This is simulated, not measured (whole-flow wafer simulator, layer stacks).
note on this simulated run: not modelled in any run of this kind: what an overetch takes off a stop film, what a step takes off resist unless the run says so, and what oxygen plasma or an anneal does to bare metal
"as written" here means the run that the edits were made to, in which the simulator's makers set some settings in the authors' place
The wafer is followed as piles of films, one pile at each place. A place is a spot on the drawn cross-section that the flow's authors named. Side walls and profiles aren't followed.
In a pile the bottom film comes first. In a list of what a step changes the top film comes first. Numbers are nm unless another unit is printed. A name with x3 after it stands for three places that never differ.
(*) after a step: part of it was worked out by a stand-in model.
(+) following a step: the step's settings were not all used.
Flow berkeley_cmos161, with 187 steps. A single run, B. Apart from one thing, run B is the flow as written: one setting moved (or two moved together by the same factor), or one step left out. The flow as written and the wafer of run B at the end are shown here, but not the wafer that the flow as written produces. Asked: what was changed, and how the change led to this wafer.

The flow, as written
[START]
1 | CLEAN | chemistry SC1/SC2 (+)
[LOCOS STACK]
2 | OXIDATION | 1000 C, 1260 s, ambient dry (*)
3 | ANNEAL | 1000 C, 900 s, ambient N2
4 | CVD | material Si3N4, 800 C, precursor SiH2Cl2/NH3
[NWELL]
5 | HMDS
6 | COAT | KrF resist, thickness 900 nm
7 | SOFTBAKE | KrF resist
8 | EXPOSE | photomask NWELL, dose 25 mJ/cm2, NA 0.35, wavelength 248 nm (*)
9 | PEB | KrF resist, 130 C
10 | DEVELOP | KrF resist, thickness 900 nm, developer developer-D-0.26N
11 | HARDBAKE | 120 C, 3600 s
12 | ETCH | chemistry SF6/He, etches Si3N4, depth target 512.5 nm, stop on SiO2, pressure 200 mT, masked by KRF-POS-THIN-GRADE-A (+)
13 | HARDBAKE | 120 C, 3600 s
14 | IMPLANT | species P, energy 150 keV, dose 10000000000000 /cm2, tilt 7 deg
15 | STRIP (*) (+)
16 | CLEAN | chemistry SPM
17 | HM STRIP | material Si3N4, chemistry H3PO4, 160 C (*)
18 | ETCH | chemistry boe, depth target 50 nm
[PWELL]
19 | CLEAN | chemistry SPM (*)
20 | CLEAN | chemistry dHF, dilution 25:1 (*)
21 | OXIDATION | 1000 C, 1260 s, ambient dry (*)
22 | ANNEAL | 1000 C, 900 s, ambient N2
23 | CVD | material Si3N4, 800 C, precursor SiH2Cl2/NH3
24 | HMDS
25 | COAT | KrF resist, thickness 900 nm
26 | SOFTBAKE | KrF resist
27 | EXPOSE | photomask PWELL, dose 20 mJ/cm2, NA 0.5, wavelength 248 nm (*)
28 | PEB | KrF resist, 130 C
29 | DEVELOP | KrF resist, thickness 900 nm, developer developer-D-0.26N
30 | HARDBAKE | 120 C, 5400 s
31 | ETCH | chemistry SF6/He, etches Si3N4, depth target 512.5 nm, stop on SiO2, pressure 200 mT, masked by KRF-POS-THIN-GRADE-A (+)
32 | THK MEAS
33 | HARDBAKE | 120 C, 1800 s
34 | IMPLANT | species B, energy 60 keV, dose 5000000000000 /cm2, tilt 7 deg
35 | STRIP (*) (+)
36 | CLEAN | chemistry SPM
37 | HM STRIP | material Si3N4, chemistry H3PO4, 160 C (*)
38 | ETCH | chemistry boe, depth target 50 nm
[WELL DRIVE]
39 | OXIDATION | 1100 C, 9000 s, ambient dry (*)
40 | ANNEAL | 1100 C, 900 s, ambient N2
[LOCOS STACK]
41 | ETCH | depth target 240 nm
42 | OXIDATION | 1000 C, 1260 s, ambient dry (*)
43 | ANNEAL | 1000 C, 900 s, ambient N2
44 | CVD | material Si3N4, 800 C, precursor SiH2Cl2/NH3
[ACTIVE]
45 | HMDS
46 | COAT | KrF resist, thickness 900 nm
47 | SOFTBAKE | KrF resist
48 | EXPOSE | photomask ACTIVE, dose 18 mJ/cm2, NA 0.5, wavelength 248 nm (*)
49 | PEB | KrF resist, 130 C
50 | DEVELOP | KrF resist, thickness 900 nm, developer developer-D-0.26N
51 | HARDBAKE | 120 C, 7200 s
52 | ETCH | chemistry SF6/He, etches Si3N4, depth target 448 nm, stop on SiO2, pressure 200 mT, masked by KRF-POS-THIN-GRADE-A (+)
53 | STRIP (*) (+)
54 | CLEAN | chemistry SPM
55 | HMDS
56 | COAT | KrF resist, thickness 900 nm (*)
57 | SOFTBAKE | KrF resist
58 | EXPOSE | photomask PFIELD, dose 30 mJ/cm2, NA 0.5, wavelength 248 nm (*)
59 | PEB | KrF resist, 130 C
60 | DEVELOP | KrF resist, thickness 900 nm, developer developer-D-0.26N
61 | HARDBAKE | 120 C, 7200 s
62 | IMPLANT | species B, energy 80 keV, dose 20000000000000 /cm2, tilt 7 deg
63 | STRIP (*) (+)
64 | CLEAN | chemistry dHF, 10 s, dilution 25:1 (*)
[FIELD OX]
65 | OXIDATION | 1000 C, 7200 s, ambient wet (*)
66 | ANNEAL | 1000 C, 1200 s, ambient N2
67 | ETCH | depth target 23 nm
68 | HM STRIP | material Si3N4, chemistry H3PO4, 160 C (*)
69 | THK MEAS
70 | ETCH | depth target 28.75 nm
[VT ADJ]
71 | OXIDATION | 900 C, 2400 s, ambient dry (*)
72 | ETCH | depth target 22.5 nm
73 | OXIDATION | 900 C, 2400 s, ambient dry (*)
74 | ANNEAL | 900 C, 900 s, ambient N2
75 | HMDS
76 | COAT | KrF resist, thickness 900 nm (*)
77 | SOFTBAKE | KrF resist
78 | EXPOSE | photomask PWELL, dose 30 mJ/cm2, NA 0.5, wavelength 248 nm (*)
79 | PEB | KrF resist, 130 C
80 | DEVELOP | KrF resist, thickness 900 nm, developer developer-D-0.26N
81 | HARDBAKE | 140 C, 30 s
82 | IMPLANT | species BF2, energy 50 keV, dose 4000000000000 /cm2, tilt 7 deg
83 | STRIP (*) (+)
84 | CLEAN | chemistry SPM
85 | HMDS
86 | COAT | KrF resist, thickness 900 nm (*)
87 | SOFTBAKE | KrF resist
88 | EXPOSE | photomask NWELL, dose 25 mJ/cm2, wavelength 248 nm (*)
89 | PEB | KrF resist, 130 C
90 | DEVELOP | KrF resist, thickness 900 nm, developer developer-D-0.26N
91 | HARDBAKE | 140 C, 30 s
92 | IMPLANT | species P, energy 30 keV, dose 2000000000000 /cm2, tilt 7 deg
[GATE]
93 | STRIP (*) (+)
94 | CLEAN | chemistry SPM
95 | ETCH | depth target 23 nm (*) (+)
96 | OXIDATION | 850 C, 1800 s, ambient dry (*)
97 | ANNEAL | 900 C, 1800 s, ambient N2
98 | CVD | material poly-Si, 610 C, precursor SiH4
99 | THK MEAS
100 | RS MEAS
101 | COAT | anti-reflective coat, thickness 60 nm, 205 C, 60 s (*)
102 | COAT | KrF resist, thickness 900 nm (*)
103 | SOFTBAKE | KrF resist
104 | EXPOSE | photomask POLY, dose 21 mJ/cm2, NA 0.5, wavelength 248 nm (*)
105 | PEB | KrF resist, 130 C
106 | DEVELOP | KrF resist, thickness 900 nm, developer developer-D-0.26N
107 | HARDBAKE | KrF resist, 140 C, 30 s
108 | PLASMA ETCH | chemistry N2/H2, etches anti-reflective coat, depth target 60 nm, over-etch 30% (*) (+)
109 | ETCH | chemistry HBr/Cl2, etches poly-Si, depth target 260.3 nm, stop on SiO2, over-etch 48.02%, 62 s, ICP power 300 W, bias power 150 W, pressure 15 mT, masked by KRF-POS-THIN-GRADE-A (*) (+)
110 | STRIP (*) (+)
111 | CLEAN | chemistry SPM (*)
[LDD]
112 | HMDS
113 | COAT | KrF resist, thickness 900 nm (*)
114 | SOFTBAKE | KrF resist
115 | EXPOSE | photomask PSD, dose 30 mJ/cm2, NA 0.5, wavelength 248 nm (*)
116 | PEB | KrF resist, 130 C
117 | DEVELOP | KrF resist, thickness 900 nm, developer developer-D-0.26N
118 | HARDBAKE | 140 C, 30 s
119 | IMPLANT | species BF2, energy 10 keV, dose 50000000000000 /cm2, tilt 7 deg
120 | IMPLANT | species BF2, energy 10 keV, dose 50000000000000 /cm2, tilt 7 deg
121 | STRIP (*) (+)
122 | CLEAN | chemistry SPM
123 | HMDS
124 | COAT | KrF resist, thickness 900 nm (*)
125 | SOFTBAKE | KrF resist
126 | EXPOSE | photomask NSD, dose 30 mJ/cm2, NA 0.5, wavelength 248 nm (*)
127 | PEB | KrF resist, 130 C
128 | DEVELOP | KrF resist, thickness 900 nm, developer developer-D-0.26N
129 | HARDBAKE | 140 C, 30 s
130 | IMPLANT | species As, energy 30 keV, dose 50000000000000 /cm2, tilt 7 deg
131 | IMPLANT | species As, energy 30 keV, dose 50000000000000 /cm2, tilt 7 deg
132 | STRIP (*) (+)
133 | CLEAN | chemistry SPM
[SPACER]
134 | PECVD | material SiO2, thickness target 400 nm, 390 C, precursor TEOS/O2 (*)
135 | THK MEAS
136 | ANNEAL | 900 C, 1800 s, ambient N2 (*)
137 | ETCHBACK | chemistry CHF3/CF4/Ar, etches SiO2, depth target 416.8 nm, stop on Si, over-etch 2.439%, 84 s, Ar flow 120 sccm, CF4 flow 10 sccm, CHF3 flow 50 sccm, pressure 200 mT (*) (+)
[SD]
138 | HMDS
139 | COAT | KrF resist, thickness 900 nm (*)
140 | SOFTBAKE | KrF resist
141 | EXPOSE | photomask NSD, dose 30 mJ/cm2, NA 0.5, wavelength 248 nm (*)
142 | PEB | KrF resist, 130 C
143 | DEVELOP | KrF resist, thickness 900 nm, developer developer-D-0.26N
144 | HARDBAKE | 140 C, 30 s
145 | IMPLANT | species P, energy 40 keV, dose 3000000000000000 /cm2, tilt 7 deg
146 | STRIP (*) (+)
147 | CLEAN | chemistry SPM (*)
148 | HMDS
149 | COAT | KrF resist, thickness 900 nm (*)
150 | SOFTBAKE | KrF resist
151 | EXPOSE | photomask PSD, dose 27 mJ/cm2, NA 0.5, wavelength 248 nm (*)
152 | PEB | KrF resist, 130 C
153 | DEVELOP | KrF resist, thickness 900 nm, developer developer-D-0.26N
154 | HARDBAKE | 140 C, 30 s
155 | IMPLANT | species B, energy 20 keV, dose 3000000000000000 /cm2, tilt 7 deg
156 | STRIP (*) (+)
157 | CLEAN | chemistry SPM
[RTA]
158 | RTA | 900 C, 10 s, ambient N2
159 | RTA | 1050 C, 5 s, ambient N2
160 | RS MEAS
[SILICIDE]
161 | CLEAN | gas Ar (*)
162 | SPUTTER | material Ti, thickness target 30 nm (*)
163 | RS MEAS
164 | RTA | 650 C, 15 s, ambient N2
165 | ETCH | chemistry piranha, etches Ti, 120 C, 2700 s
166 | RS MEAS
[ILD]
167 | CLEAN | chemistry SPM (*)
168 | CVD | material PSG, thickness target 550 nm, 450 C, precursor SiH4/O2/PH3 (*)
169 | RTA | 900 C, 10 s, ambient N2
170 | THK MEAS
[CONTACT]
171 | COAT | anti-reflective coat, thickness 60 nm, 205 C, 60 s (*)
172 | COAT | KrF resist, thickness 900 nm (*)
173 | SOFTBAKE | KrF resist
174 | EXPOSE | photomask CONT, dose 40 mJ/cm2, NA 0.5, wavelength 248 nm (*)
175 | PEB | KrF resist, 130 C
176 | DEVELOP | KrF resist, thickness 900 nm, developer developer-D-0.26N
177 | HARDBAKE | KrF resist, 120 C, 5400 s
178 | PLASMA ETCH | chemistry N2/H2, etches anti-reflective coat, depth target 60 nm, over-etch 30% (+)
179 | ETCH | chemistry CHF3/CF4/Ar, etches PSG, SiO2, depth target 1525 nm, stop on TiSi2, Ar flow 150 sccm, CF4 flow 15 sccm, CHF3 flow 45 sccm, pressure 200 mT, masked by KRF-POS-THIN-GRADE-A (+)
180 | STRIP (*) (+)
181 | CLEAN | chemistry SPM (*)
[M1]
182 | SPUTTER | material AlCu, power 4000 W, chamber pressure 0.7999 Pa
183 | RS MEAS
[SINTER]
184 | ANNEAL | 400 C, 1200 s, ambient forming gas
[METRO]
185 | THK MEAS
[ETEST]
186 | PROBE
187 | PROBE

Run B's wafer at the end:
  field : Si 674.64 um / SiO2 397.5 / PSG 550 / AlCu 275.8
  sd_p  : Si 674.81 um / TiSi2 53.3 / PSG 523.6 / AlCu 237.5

What caused this: step 67, ETCH: depth target 34 nm was run, though the flow has depth target 23 nm.

Step by step, how the change led to this:
  67 | ETCH | depth target 23 nm
      field: -34 SiO2 (as written it would have been: -23 SiO2)
  101 | COAT | anti-reflective coat, thickness 60 nm, 205 C, 60 s (*)
      sd_n: +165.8 anti-reflective coat (new film) (as written it would have been: +173.5 anti-reflective coat (new film))
      spacer_n: +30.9 anti-reflective coat (new film) (as written it would have been: +28.7 anti-reflective coat (new film))
      (also at 4 further places)
  108 | PLASMA ETCH | chemistry N2/H2, etches anti-reflective coat, depth target 60 nm, over-etch 30% (*) (+)
      sd_n: -165.8 anti-reflective coat (all of it), -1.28 poly-Si (as written it would have been: -173.5 anti-reflective coat (all of it), -1.33 poly-Si)
      spacer_n: -30.9 anti-reflective coat (all of it), -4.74 poly-Si (as written it would have been: -28.7 anti-reflective coat (all of it), -5.05 poly-Si)
      (also at 2 further places)
  110 | STRIP (*) (+)
      gate_n: +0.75 chemical SiO2 (new film), -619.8 KrF resist (all of it), -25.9 anti-reflective coat (all of it), -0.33 poly-Si (as written it would have been: +0.75 chemical SiO2 (new film), -626.8 KrF resist (all of it), -23.7 anti-reflective coat (all of it), -0.33 poly-Si)
      gate_p: +0.75 chemical SiO2 (new film), -593.8 KrF resist (all of it), -29.2 anti-reflective coat (all of it), -0.33 poly-Si (as written it would have been: +0.75 chemical SiO2 (new film), -598.2 KrF resist (all of it), -27.9 anti-reflective coat (all of it), -0.33 poly-Si)
  171 | COAT | anti-reflective coat, thickness 60 nm, 205 C, 60 s (*)
      sd_n: +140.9 anti-reflective coat (new film) (as written it would have been: +149.7 anti-reflective coat (new film))
      m1: +95.2 anti-reflective coat (new film) (as written it would have been: +97.8 anti-reflective coat (new film))
  180 | STRIP (*) (+)
      sd_n: -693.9 KrF resist (all of it), -140.9 anti-reflective coat (all of it) (as written it would have been: -692.5 KrF resist (all of it), -149.7 anti-reflective coat (all of it))
      m1: -735.6 KrF resist (all of it), -95.2 anti-reflective coat (all of it) (as written it would have been: -739.9 KrF resist (all of it), -97.8 anti-reflective coat (all of it))
